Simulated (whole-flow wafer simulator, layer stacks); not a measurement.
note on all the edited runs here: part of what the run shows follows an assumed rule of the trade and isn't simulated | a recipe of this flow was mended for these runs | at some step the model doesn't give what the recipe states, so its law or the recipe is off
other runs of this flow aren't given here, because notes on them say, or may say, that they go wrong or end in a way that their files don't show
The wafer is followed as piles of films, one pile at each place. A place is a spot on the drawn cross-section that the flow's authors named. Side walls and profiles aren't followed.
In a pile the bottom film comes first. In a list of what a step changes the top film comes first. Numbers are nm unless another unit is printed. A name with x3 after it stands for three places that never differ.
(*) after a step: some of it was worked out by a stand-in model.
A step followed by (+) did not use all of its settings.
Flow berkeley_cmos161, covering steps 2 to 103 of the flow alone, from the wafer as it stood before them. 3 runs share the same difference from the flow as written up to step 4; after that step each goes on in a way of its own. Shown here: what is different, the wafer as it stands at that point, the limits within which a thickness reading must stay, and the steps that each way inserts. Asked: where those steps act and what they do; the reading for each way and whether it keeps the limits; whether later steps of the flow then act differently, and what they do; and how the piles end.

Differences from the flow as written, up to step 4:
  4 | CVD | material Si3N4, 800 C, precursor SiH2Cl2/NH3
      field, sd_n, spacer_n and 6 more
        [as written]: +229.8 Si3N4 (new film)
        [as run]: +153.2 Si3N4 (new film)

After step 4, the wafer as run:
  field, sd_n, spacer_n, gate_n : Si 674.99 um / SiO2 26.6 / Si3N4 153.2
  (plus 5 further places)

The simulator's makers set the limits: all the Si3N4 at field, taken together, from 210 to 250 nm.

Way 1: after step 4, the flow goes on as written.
  The reading taken after step 4 is 153.2 nm, which is outside the limits.
  Steps further on in the flow that do not act as written:
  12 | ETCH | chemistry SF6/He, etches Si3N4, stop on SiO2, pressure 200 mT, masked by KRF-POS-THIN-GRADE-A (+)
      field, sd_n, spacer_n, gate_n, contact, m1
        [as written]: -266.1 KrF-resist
        [this way]: -182.8 KrF-resist
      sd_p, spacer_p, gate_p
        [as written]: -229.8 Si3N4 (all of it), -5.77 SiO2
        [this way]: -153.2 Si3N4 (all of it), -5.77 SiO2
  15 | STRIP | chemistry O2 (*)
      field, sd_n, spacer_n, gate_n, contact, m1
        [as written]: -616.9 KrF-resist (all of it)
        [this way]: -700.1 KrF-resist (all of it)
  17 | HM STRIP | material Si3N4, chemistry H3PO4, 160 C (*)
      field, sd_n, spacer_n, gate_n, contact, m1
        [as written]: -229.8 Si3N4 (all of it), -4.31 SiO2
        [this way]: -153.2 Si3N4 (all of it), -2.87 SiO2
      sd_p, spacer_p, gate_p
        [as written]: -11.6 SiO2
        [this way]: -7.79 SiO2
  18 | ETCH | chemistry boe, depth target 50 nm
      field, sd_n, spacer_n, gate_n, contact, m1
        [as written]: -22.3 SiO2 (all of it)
        [this way]: -23.8 SiO2 (all of it)
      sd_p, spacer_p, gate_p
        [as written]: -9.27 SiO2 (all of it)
        [this way]: -13.1 SiO2 (all of it)
  The piles end the same as the flow's at every place that both follow.

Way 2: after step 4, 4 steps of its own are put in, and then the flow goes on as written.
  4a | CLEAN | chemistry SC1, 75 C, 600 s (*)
      field, sd_n, spacer_n and 6 more
        -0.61 Si3N4
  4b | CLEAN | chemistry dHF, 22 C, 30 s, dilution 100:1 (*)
      field, sd_n, spacer_n and 6 more
        -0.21 Si3N4
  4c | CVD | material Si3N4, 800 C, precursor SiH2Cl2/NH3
      field, sd_n, spacer_n and 6 more
        +76.6 Si3N4
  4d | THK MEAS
      alters no film at any place that is followed
  The reading taken after step 4d is 229 nm, which is within the limits.
  Later steps of the flow that are run all act as written at every place that is followed, up to a difference of at most 2% or 0.5 nm, whichever is larger.
  The piles end the same as the flow's at every place that both follow.

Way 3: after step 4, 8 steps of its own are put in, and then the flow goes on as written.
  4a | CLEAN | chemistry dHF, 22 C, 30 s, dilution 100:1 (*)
      field, sd_n, spacer_n and 6 more
        -0.21 Si3N4
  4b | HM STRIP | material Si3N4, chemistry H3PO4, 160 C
      field, sd_n, spacer_n and 6 more
        -153 Si3N4 (all of it), -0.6 SiO2
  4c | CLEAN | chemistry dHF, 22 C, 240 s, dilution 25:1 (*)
      field, sd_n, spacer_n and 6 more
        -26 SiO2 (all of it)
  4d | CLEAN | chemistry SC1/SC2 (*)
      field, sd_n, spacer_n and 6 more
        +0.6 chemical SiO2 (new film), -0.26 Si
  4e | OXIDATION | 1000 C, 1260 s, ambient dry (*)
      field, sd_n, spacer_n and 6 more
        +26.6 SiO2 (new film), -0.6 chemical SiO2 (all of it), -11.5 Si
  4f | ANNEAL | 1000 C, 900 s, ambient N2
      alters no film at any place that is followed
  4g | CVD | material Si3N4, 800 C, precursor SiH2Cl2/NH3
      field, sd_n, spacer_n and 6 more
        +229.8 Si3N4 (new film)
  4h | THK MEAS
      alters no film at any place that is followed
  The reading taken after step 4h is 229.8 nm, which is within the limits.
  Later steps of the flow that are run all act as written at every place that is followed.
  When the end is reached, the piles differ only a little from the flow's at the places that both follow, at most by 2% or 0.5 nm, whichever is larger.

Keeping within the limits: way 2, way 3. Outside them: way 1.
